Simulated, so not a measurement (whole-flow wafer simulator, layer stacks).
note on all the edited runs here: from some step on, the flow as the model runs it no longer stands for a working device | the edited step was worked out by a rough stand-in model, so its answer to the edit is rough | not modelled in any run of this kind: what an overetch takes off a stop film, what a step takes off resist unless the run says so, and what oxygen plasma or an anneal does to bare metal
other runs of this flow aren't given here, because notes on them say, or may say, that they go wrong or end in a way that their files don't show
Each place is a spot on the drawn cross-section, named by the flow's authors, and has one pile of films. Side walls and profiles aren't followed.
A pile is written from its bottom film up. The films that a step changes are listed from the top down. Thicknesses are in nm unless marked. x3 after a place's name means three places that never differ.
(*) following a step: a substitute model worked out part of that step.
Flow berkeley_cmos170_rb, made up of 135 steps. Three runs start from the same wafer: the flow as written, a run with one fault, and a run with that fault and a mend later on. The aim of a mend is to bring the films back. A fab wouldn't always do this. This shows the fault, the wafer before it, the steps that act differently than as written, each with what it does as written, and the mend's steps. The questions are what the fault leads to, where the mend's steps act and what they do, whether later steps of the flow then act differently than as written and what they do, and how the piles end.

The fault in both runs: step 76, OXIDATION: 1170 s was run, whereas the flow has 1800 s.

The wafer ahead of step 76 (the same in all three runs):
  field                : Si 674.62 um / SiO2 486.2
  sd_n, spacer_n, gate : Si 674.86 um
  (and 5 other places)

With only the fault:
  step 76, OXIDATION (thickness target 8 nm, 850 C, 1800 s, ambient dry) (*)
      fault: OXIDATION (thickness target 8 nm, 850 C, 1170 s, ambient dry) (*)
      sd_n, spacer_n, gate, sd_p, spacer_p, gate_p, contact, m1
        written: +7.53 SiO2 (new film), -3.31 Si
        fault: +5.88 SiO2 (new film), -2.59 Si
  Every later step of the flow that is run acts as written, at every place that is followed, to within 2% or 0.5 nm, whichever is larger.
  By the end, the piles at gate, gate_p depart from the flow's by more than 2% or 0.5 nm, whichever is larger.
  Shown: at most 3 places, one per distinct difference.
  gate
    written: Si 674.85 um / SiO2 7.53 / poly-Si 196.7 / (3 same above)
    fault: Si 674.85 um / SiO2 5.88 / poly-Si 196.7 / (3 same above)

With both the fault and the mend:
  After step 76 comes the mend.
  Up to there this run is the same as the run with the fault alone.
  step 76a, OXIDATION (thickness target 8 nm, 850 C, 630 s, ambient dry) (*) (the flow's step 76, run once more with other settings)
      sd_n, spacer_n, gate, sd_p, spacer_p, gate_p, contact, m1
        +1.65 SiO2, -0.72 Si
      field
        +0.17 SiO2, -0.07 Si
  Every later step of the flow that is run acts as written at every place that is followed.
  By the end, the piles equal the flow's at every place that both follow.
